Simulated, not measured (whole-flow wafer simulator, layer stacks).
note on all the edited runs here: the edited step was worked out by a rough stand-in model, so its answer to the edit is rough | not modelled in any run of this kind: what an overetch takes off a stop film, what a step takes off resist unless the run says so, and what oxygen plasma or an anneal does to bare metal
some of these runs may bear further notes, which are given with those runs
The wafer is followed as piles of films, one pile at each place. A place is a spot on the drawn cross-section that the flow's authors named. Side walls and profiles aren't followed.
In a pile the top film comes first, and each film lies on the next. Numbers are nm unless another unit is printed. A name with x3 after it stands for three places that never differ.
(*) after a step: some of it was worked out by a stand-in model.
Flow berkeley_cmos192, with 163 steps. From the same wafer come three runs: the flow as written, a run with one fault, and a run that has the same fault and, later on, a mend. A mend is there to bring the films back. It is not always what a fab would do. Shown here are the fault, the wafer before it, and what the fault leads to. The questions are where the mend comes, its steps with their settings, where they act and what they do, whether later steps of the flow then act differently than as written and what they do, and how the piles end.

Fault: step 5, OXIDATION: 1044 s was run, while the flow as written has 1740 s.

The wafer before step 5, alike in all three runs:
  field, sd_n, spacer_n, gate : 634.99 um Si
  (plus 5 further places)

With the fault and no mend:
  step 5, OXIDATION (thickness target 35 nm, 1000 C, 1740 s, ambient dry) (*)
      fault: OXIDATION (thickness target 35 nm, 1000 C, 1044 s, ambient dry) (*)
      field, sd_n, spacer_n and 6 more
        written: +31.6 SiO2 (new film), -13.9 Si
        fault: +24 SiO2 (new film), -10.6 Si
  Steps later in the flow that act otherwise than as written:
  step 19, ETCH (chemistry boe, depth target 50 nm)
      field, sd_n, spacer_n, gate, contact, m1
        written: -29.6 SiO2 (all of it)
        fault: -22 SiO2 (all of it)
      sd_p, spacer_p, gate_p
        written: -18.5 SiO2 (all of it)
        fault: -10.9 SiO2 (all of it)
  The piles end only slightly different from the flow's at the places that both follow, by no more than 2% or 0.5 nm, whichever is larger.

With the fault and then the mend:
  The mend follows step 5.
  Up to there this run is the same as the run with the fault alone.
  step 5a, OXIDATION (thickness target 35 nm, 1000 C, 696 s, ambient dry) (*) (the flow's step 5 again, with other settings)
      field, sd_n, spacer_n and 6 more
        +7.61 SiO2, -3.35 Si
  Every later step of the flow that is run acts as written at every place that is followed.
  At every place that both follow, the piles at the end match the flow's.
